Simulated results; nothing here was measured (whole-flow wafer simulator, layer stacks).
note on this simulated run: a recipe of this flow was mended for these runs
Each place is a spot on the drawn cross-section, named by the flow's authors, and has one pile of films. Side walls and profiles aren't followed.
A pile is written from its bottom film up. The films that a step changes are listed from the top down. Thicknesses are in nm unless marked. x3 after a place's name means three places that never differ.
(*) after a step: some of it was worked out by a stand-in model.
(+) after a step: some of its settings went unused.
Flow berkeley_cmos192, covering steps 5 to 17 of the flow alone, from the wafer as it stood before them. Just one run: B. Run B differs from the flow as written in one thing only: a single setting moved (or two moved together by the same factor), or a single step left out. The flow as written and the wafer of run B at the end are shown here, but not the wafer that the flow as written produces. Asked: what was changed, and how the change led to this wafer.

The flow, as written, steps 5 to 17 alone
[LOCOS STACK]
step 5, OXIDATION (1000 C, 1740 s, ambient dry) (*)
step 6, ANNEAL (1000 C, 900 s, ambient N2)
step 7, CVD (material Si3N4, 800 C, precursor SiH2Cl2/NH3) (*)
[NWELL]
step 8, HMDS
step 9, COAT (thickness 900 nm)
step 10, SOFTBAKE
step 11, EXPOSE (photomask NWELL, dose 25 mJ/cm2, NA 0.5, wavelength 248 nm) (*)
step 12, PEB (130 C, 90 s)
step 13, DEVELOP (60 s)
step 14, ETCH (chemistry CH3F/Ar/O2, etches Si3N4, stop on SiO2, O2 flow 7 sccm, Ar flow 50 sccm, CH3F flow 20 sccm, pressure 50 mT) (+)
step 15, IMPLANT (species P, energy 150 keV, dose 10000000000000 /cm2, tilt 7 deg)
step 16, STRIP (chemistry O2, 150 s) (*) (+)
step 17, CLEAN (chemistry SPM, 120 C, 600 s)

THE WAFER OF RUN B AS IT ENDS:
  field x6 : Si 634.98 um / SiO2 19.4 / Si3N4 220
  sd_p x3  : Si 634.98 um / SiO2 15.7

What caused this: step 5, OXIDATION: 696 s was run, while the flow as written has 1740 s.

How this came from the change, step by step:
  step 5, OXIDATION (1000 C, 1740 s, ambient dry) (*)
      field x6, sd_p x3: SiO2 gains 19.4 (new film), Si loses 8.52 (in the flow as written it would be: SiO2 gains 31.6 (new film), Si loses 13.9)
